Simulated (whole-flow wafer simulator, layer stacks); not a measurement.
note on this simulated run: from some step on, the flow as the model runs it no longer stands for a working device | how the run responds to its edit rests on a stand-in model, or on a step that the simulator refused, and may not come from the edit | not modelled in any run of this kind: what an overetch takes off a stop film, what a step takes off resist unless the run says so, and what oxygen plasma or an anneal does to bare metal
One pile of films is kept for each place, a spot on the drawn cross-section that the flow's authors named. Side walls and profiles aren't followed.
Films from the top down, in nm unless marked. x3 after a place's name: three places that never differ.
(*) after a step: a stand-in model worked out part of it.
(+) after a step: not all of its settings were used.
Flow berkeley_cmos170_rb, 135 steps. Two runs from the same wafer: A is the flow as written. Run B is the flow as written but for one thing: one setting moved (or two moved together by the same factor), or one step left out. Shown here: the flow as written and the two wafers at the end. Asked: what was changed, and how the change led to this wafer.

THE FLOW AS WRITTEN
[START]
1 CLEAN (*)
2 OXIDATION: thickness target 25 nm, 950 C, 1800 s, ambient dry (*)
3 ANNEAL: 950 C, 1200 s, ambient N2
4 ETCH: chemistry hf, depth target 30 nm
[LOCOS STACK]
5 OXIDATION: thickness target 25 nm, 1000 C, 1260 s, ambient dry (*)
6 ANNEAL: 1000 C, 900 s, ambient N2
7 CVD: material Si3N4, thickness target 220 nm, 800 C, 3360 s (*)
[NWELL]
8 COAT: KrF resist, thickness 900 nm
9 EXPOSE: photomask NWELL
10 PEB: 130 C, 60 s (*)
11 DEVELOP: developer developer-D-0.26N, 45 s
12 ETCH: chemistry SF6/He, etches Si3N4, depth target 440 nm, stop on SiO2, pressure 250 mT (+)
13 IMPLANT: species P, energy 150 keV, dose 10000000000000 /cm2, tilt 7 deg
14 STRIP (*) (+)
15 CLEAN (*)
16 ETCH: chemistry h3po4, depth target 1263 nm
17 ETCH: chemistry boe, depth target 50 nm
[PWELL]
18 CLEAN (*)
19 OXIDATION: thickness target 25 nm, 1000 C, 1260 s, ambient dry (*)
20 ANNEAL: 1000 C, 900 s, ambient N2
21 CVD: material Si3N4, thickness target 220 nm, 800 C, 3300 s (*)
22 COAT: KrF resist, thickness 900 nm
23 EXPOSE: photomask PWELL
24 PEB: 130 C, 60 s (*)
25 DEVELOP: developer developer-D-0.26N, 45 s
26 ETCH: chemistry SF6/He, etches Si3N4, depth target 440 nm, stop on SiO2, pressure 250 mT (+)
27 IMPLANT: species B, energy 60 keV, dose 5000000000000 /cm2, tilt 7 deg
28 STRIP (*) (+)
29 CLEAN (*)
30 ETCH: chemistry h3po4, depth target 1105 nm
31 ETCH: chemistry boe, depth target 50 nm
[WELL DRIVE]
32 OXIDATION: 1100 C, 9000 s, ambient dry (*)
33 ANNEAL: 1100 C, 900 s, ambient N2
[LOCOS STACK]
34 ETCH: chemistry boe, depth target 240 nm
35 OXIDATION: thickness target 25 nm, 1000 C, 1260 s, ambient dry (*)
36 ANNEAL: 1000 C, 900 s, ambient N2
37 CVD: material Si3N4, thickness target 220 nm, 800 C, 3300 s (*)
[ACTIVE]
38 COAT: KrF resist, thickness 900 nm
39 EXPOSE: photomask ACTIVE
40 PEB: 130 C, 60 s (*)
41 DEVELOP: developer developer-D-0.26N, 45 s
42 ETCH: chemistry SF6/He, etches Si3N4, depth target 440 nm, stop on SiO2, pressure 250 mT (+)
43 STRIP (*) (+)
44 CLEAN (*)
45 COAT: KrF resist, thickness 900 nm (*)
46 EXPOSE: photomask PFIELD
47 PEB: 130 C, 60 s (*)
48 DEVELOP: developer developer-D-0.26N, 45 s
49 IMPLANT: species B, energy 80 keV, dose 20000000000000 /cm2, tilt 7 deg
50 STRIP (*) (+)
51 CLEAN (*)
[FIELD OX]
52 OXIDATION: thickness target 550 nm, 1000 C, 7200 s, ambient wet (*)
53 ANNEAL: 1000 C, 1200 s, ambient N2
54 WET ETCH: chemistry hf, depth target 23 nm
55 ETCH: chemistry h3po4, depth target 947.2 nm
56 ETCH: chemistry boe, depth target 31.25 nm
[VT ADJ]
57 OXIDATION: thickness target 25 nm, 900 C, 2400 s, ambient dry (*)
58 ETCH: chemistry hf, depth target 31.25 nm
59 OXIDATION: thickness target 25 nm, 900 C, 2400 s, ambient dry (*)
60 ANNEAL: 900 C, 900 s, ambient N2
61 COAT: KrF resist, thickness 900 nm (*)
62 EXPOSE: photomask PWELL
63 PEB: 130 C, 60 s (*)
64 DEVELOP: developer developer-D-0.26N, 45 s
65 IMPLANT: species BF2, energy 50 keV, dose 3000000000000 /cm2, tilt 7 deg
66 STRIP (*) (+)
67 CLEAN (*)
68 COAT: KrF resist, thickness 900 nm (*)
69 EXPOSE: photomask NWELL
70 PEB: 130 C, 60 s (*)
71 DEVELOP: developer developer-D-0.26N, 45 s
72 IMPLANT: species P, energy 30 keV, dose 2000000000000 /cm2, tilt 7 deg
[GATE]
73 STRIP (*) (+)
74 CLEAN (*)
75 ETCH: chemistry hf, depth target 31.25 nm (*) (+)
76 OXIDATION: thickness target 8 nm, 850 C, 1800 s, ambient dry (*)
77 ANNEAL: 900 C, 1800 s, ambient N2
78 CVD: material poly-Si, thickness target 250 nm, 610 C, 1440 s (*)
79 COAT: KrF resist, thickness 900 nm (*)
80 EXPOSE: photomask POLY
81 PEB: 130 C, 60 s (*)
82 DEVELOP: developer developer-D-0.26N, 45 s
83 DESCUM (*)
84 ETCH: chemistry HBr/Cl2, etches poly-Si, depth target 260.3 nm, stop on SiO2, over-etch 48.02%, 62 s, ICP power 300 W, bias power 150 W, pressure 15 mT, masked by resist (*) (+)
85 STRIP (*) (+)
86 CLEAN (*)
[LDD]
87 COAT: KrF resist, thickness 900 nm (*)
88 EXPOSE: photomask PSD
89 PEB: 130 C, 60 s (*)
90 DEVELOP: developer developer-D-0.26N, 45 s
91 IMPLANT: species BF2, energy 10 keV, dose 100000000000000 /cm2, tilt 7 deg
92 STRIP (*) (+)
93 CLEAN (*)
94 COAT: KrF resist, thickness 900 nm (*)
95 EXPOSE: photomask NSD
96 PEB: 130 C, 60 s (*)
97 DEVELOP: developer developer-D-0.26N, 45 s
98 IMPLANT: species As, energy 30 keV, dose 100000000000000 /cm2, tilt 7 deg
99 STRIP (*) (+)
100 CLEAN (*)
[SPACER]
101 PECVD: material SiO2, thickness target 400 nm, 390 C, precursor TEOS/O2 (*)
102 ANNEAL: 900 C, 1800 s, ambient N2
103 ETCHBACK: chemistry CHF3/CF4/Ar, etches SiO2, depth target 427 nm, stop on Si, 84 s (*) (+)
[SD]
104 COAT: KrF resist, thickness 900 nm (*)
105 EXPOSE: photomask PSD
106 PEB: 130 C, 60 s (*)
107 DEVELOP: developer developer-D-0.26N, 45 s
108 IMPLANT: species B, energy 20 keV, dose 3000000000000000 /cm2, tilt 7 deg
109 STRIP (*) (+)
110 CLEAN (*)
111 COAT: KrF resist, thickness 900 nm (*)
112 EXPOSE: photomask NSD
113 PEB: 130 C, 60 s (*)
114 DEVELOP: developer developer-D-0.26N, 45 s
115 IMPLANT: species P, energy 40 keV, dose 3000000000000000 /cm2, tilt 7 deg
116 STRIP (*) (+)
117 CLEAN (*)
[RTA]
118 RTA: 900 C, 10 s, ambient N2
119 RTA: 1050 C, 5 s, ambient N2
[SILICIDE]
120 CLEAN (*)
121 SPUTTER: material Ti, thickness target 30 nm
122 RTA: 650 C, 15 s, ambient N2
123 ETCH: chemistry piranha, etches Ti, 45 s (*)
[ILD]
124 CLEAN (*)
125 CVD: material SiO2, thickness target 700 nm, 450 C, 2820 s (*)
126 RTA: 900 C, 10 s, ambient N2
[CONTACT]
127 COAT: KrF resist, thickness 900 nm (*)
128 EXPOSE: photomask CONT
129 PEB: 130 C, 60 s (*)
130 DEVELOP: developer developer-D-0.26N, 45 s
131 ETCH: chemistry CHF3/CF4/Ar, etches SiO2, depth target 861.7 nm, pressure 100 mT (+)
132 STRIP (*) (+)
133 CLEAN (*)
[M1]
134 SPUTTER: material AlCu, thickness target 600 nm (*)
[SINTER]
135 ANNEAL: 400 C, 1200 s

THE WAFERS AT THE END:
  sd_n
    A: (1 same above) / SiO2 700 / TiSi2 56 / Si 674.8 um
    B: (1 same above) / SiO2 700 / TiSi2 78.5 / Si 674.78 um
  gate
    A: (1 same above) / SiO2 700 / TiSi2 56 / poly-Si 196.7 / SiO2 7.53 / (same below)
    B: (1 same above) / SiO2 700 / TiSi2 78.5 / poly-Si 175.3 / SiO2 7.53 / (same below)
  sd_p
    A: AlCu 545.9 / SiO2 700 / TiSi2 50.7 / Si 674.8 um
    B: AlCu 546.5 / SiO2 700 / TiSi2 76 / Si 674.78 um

The cause: step 121, SPUTTER: thickness target 45 nm was run, where the flow has thickness target 30 nm; step 131, ETCH: depth target 1293 nm was run, where the flow has depth target 861.7 nm.

How the change led to this, step by step:
  121 SPUTTER: material Ti, thickness target 30 nm
      field, sd_n, spacer_n, gate, spacer_p, gate_p, contact, m1: A Ti +30 (new film) | B Ti +45 (new film)
      sd_p: A Ti +27.1 (new film) | B Ti +40.7 (new film)
  122 RTA: 650 C, 15 s, ambient N2
      sd_n, contact, m1: A Ti -23.4, TiSi first +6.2 (new film), TiSi2 C49 +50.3 (new film), Si -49 | B Ti -32.8, TiSi first +33.4 (new film), TiSi2 C49 +33.6 (new film), Si -52.2
      gate, gate_p: A Ti -23.4, TiSi first +6.2 (new film), TiSi2 C49 +50.3 (new film), poly-Si -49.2 | B Ti -32.8, TiSi first +33.4 (new film), TiSi2 C49 +33.6 (new film), poly-Si -52.4
      (and at 1 more place)
  123 ETCH: chemistry piranha, etches Ti, 45 s (*)
      sd_n, gate, gate_p, contact, m1: A Ti -6.6 (all of it) | B Ti -12.2 (all of it)
      field, spacer_n, spacer_p: A Ti -30 (all of it) | B Ti -45 (all of it)
      (and at 1 more place)
  126 RTA: 900 C, 10 s, ambient N2
      sd_n, contact, m1: A under 1 film: TiSi2 +56 (new film), TiSi first -6.2 (all of it), TiSi2 C49 -50.3 (all of it), Si -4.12 | B under 1 film: TiSi2 +78.5 (new film), TiSi first -33.4 (all of it), TiSi2 C49 -33.6 (all of it), Si -22.2
      gate, gate_p: A under 1 film: TiSi2 +56 (new film), TiSi first -6.2 (all of it), TiSi2 C49 -50.3 (all of it), poly-Si -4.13 | B under 1 film: TiSi2 +78.5 (new film), TiSi first -33.4 (all of it), TiSi2 C49 -33.6 (all of it), poly-Si -22.3
      (and at 1 more place)
  131 ETCH: chemistry CHF3/CF4/Ar, etches SiO2, depth target 861.7 nm, pressure 100 mT (+)
      field, sd_n, spacer_n, gate, sd_p, spacer_p, gate_p, m1: A KrF resist -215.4 | B KrF resist -262.5
      contact: A SiO2 -700 (all of it), TiSi2 -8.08 | B SiO2 -700 (all of it), TiSi2 -17.5
  132 STRIP (*) (+)
      field: A KrF resist -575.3 (all of it) | B KrF resist -526.9 (all of it)
      sd_n: A KrF resist -780.4 (all of it) | B KrF resist -731.3 (all of it)
      (and at 6 more places)
